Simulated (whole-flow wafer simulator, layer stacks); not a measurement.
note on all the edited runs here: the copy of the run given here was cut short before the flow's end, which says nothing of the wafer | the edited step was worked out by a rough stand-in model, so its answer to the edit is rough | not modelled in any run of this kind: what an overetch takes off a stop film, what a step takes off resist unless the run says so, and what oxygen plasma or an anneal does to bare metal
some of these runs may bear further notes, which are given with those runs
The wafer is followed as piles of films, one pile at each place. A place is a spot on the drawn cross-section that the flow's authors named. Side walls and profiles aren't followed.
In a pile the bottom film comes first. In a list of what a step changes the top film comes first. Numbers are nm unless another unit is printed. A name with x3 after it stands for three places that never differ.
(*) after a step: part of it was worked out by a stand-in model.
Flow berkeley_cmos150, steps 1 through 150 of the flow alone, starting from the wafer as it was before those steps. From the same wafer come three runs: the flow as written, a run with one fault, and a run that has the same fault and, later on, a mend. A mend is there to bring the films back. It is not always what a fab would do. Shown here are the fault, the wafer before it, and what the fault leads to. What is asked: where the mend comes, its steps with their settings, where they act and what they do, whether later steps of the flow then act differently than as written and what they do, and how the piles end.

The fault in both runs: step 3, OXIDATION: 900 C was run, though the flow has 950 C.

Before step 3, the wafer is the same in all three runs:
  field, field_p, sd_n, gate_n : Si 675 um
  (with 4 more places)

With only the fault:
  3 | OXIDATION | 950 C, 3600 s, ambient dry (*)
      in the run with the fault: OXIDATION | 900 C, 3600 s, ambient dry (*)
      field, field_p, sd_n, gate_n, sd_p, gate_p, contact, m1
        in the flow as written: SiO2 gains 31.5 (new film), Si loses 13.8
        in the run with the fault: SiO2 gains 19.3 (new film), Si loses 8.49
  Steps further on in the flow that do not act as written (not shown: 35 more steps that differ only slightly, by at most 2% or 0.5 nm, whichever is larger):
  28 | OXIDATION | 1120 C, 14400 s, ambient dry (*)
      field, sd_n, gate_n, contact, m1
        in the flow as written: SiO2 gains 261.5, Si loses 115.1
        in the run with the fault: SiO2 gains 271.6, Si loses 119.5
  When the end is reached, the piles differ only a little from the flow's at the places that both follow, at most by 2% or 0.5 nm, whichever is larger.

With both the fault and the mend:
  After step 4 comes the mend.
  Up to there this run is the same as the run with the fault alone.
  4a | OXIDATION | 950 C, 1793 s, ambient dry (*) (the flow's step 3 again, with other settings)
      field, field_p, sd_n, gate_n, sd_p, gate_p, contact, m1
        SiO2 gains 12.1, Si loses 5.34
  None of the later steps of the flow differs from how it acts as written, at any place that is followed, by more than 2% or 0.5 nm, whichever is larger.
  The piles end the same as the flow's at every place that both follow.
